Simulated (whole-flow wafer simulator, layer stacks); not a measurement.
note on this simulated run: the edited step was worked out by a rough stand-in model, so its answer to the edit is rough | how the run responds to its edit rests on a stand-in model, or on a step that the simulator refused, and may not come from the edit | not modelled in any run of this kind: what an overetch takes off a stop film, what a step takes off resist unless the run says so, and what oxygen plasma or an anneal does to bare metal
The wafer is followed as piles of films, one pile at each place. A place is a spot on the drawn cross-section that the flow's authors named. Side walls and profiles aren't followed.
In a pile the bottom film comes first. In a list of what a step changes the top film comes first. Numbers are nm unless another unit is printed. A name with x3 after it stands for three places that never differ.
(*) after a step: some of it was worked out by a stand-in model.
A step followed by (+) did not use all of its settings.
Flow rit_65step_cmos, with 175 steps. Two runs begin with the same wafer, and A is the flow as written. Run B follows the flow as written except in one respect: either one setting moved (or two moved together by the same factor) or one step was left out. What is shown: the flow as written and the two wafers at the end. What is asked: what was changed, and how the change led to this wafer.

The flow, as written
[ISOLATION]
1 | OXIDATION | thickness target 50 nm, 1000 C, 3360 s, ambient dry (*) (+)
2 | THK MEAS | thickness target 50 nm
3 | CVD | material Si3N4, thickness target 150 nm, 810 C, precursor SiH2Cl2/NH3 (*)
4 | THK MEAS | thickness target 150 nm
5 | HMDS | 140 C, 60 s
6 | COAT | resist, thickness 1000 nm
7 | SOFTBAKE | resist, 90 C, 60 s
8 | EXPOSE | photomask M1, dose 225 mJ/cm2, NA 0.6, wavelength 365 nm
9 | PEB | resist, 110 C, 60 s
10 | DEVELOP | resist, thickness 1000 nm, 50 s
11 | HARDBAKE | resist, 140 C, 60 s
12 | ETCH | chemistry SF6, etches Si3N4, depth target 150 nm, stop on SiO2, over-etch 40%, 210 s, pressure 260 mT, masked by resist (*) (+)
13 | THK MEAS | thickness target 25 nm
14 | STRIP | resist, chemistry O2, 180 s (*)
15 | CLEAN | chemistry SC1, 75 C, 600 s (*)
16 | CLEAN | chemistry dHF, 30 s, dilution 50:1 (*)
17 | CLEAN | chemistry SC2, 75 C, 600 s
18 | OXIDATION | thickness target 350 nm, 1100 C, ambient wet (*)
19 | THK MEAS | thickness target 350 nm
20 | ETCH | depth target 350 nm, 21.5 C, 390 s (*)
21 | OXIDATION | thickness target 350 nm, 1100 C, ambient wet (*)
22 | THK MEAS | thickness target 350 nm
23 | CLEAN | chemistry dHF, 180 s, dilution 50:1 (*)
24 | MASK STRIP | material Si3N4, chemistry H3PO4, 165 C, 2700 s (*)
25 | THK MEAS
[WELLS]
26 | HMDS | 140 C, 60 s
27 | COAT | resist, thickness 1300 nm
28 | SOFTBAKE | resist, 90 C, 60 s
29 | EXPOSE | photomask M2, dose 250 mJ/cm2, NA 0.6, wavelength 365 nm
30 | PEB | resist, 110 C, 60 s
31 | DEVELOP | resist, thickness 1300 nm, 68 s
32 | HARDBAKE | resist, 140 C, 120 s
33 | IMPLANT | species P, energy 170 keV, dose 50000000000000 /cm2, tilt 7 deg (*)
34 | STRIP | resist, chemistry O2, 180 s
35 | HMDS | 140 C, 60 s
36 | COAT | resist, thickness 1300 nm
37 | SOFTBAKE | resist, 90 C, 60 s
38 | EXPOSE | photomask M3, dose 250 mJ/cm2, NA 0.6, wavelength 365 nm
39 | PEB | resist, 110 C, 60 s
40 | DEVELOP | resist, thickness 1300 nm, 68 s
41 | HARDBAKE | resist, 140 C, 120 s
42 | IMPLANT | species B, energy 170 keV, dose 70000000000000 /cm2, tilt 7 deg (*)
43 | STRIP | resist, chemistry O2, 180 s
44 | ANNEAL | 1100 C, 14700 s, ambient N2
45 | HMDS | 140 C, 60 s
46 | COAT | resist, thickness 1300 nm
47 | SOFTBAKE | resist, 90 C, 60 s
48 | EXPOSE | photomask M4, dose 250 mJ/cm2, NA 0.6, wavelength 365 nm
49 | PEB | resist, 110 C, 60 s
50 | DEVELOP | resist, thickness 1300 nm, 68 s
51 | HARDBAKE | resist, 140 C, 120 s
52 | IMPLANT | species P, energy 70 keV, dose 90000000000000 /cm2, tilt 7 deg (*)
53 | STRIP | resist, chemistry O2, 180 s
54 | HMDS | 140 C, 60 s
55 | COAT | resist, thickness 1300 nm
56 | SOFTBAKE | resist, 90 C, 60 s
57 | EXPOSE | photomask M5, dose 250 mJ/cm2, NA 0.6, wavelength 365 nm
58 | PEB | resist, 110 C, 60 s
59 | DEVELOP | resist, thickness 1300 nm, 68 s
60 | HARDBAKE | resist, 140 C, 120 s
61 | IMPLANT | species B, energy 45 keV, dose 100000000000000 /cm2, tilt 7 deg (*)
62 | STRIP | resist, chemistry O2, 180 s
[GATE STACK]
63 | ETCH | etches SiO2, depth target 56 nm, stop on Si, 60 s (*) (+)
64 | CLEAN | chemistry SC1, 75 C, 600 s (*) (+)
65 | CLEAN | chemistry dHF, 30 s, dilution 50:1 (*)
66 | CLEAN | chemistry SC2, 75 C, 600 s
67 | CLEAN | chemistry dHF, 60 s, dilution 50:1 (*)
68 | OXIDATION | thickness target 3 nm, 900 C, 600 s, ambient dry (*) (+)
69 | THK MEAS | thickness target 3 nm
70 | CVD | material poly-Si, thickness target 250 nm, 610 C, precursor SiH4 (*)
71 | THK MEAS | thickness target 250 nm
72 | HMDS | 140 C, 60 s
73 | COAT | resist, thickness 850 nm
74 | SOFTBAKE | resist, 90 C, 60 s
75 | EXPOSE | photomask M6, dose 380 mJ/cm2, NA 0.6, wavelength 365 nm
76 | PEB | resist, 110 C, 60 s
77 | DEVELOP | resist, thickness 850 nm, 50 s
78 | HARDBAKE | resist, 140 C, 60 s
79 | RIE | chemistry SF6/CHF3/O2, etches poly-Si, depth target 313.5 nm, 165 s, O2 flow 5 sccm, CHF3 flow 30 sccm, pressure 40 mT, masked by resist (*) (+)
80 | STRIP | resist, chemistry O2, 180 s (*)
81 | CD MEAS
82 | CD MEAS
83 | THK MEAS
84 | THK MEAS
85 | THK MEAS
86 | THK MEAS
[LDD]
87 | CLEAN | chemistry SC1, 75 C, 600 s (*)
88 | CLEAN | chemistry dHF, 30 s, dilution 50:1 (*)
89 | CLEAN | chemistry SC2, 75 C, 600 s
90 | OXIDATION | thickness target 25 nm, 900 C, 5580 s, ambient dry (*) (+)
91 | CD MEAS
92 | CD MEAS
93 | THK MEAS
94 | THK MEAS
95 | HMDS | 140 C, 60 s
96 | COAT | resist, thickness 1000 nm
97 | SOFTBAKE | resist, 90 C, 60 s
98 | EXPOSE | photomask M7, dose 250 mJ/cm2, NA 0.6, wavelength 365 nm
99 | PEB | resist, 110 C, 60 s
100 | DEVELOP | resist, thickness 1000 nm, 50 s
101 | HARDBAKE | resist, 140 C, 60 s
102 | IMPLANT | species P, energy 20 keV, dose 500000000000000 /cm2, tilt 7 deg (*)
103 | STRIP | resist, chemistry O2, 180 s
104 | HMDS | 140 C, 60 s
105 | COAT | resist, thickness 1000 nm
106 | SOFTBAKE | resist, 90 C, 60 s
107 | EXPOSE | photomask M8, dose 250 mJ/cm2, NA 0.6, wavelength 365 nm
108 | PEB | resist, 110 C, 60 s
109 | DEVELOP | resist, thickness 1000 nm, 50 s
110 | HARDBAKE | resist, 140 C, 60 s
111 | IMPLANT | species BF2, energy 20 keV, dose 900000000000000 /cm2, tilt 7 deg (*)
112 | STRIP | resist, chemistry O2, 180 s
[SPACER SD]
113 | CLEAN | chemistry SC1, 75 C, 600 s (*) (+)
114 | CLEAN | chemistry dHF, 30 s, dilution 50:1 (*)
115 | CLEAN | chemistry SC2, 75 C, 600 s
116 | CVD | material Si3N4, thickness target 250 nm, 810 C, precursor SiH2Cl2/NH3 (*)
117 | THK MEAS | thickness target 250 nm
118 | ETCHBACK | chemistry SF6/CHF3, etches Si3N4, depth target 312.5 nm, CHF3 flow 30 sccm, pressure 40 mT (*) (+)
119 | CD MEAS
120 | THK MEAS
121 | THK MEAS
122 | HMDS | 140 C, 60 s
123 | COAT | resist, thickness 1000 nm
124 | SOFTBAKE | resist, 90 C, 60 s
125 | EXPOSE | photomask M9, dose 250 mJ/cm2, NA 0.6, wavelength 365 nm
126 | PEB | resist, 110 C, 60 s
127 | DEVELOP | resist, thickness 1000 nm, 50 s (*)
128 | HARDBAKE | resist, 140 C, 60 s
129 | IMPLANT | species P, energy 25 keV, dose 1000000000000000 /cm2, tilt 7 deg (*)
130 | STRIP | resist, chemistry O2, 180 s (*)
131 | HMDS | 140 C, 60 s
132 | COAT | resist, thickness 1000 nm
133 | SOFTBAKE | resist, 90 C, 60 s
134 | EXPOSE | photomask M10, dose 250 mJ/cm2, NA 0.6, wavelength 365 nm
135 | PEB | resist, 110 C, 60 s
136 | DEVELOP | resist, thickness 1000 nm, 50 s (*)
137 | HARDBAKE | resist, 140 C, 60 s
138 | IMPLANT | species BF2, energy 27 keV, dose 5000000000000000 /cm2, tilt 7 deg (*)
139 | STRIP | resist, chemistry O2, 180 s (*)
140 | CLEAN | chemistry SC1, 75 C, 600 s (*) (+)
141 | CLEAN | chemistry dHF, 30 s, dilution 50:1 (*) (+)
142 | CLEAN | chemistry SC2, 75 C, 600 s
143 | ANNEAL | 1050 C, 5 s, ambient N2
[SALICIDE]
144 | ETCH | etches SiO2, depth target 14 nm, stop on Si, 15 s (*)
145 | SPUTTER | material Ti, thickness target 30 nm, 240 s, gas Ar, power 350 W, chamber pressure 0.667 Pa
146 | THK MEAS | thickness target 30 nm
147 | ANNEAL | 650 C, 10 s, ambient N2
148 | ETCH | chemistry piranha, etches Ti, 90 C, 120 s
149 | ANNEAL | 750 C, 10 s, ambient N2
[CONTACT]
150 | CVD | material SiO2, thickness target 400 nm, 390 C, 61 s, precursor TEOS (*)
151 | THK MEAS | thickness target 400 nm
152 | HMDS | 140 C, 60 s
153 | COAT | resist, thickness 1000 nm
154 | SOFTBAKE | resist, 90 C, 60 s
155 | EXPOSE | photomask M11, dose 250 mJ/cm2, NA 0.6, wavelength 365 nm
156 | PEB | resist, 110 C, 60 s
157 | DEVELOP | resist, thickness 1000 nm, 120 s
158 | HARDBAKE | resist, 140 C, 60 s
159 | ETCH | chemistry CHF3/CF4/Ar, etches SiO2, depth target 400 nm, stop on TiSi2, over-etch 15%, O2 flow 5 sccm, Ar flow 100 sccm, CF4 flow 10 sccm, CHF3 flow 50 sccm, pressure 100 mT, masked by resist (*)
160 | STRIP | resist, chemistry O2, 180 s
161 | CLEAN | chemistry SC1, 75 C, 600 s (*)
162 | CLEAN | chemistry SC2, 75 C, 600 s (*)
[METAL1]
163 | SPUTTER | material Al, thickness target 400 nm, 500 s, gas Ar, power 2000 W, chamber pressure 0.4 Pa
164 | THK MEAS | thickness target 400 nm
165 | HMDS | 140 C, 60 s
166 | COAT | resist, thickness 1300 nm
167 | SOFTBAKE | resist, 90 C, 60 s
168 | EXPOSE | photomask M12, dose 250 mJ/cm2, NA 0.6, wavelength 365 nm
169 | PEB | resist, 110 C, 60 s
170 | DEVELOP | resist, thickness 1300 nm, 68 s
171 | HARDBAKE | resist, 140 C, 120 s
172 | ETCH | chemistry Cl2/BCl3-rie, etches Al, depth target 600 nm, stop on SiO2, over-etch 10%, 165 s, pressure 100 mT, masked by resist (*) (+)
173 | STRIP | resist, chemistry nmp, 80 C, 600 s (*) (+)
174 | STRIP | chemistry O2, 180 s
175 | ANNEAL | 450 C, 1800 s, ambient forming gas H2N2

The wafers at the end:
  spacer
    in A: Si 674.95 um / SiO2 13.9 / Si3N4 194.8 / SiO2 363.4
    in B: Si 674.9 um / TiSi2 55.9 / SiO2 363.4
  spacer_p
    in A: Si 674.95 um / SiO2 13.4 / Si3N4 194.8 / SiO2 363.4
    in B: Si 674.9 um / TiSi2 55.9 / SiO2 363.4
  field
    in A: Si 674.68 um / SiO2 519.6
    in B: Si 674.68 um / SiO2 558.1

Cause: step 116, CVD: thickness target 300 nm was run, though the flow has thickness target 250 nm.

Step by step, how the change led to this:
  116 | CVD | material Si3N4, thickness target 250 nm, 810 C, precursor SiH2Cl2/NH3 (*)
      field, field_pw, field_nw and 11 more: A +250 Si3N4 (new film) | B +300 Si3N4 (new film)
  118 | ETCHBACK | chemistry SF6/CHF3, etches Si3N4, depth target 312.5 nm, CHF3 flow 30 sccm, pressure 40 mT (*) (+)
      spacer, spacer_p: A -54 Si3N4 | B -300 Si3N4 (all of it), -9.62 SiO2
      gate_n: A -250 Si3N4 (all of it), -16.3 SiO2 (all of it), -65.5 poly-Si | B -300 Si3N4 (all of it), -9.62 SiO2
      (also at 5 further places)
  123 | COAT | resist, thickness 1000 nm
      field: A +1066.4 resist (new film) | B +1043.7 resist (new film)
      field_p: A +1073.5 resist (new film) | B +1050.8 resist (new film)
      (also at 4 further places)
  126 | PEB | resist, 110 C, 60 s
      gate_n, gate_p: A -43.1 resist | B -39.8 resist
      field: A -55.6 resist | B -54.2 resist
      (also at 3 further places)
  127 | DEVELOP | resist, thickness 1000 nm, 50 s (*)
      field: A -1010.9 resist (all of it) | B -989.4 resist (all of it)
      gate_n: A -791.9 resist (all of it) | B -734.8 resist (all of it)
      (also at 1 further place)
  128 | HARDBAKE | resist, 140 C, 60 s
      field_nw: A -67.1 resist | B -65.7 resist
      field_p: A -68.8 resist | B -67.1 resist
      (also at 2 further places)
  130 | STRIP | resist, chemistry O2, 180 s (*)
      gate_n: A +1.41 chemical SiO2 (new film), -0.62 poly-Si | B nothing
      gate_p: A +1.31 chemical SiO2 (new film), -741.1 resist (all of it), -0.58 poly-Si | B -687.5 resist (all of it)
      (also at 2 further places)
  132 | COAT | resist, thickness 1000 nm
      field: A +1067 resist (new film) | B +1043.7 resist (new film)
      field_p: A +1074 resist (new film) | B +1050.8 resist (new film)
      (also at 4 further places)
  135 | PEB | resist, 110 C, 60 s
      gate_n, gate_p: A -43.1 resist | B -39.8 resist
      field: A -55.6 resist | B -54.2 resist
      (also at 3 further places)
  136 | DEVELOP | resist, thickness 1000 nm, 50 s (*)
      field_p: A -1018 resist (all of it) | B -996.1 resist (all of it)
      gate_p: A -792.8 resist (all of it) | B -735.1 resist (all of it)
      (also at 1 further place)
  137 | HARDBAKE | resist, 140 C, 60 s
      field: A -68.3 resist | B -66.3 resist
      field_nw: A -67.1 resist | B -65.7 resist
      (also at 2 further places)
  139 | STRIP | resist, chemistry O2, 180 s (*)
      gate_n: A -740 resist (all of it), +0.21 chemical SiO2, -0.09 poly-Si | B -687.3 resist (all of it)
      field: A -943.1 resist (all of it) | B -923.1 resist (all of it)
      (also at 1 further place)
  140 | CLEAN | chemistry SC1, 75 C, 600 s (*) (+)
      gate_n, gate_p: A -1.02 chemical SiO2, -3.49 poly-Si | B -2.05 SiO2
      spacer, spacer_p: A -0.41 Si3N4 | B -2.05 SiO2
  141 | CLEAN | chemistry dHF, 30 s, dilution 50:1 (*) (+)
      gate_n: A -0.6 chemical SiO2 (all of it) | B -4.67 SiO2 (all of it)
      gate_p: A -0.6 chemical SiO2 (all of it) | B -4.08 SiO2 (all of it)
      (also at 2 further places)
  145 | SPUTTER | material Ti, thickness target 30 nm, 240 s, gas Ar, power 350 W, chamber pressure 0.667 Pa
      gate_n: A +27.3 Ti (new film) | B +30 Ti (new film)
      gate_p: A +27.2 Ti (new film) | B +30 Ti (new film)
  147 | ANNEAL | 650 C, 10 s, ambient N2
      spacer, spacer_p: A nothing | B -23.4 Ti, +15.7 TiSi first (new film), +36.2 TiSi2 C49 (new film), -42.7 Si
      gate_n: A -21.3 Ti, +9.82 TiSi first (new film), +39.5 TiSi2 C49 (new film), -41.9 poly-Si | B -23.4 Ti, +15.7 TiSi first (new film), +36.2 TiSi2 C49 (new film), -42.9 poly-Si
      (also at 1 further place)
  ... 9 other steps ...
  170 | DEVELOP | resist, thickness 1300 nm, 68 s
      field: A -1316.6 resist (all of it) | B -1289.2 resist (all of it)
      field_p: A -1324.1 resist (all of it) | B -1296.6 resist (all of it)
      (also at 4 further places)
